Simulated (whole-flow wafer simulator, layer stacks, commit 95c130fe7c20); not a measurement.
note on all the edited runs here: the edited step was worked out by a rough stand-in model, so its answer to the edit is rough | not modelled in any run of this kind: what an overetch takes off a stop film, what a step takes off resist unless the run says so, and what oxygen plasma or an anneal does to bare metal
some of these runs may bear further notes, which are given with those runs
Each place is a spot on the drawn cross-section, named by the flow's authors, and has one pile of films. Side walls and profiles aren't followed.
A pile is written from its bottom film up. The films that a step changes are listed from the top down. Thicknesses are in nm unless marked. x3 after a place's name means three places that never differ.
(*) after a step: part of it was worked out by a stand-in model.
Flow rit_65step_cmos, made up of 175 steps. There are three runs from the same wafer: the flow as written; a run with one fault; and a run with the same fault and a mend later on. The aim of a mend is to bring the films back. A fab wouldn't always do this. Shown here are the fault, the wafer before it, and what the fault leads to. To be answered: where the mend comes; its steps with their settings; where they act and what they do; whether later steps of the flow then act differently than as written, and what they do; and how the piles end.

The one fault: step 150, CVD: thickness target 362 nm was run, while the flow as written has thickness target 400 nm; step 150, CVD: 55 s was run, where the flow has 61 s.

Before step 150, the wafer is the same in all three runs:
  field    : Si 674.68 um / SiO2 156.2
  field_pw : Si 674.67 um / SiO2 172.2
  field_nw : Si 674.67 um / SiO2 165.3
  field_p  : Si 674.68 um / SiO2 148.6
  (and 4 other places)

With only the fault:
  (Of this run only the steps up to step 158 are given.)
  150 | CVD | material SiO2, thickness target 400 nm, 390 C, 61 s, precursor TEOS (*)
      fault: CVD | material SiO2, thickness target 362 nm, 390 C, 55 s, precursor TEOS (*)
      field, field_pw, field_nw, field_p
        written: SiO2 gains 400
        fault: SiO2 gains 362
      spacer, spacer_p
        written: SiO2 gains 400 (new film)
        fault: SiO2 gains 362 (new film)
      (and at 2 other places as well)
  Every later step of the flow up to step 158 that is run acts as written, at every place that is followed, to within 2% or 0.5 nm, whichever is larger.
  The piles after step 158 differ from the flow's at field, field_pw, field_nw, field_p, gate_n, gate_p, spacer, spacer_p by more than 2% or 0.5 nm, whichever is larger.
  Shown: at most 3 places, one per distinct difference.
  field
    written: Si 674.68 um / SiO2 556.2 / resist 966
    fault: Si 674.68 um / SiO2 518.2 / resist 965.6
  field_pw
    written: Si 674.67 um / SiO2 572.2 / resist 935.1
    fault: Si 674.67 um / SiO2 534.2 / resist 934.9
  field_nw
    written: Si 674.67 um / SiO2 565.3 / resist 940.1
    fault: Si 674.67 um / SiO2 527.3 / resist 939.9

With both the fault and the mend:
  The mend stands after step 158.
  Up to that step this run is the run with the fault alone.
  158a | STRIP | resist, chemistry O2, 180 s
      field
        resist loses 965.6 (all of it)
      field_pw
        resist loses 934.9 (all of it)
      field_nw
        resist loses 939.9 (all of it)
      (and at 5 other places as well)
  158b | CVD | material SiO2, thickness target 38 nm, 390 C, 5.734 s, precursor TEOS (*) (a further turn of the flow's step 150, with different settings)
      field, field_pw, field_nw, field_p, spacer, spacer_p
        SiO2 gains 38
      gate_n, gate_p
        SiO2 gains 37.4
  158c | HMDS | 140 C, 60 s (a further turn of the flow's step 152)
      alters no film at any place that is followed
  158d | COAT | resist, thickness 1000 nm (a further turn of the flow's step 153)
      field
        resist gains 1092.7 (new film)
      field_pw
        resist gains 1057.6 (new film)
      field_nw
        resist gains 1063.3 (new film)
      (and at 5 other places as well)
  158e | SOFTBAKE | resist, 90 C, 60 s (a further turn of the flow's step 154)
      alters no film at any place that is followed
  158f | EXPOSE | photomask M11, dose 250 mJ/cm2, NA 0.6, wavelength 365 nm (a further turn of the flow's step 155)
      alters no film at any place that is followed
  158g | PEB | resist, 110 C, 60 s (a further turn of the flow's step 156)
      spacer, spacer_p
        resist loses 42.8
      field
        resist loses 57
      field_pw
        resist loses 55.1
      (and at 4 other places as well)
  158h | DEVELOP | resist, thickness 1000 nm, 120 s (a further turn of the flow's step 157)
      field_p, gate_p
        resist loses 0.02
  158i | HARDBAKE | resist, 140 C, 60 s (a further turn of the flow's step 158)
      gate_n, gate_p
        resist loses 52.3
      spacer, spacer_p
        resist loses 51.4
      field
        resist loses 70.1
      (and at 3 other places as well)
  Every later step of the flow that is run acts as written, at every place that is followed, to within 2% or 0.5 nm, whichever is larger.
  At the end the piles are close to the flow's at the places that both follow, differing by at most 2% or 0.5 nm, whichever is larger.
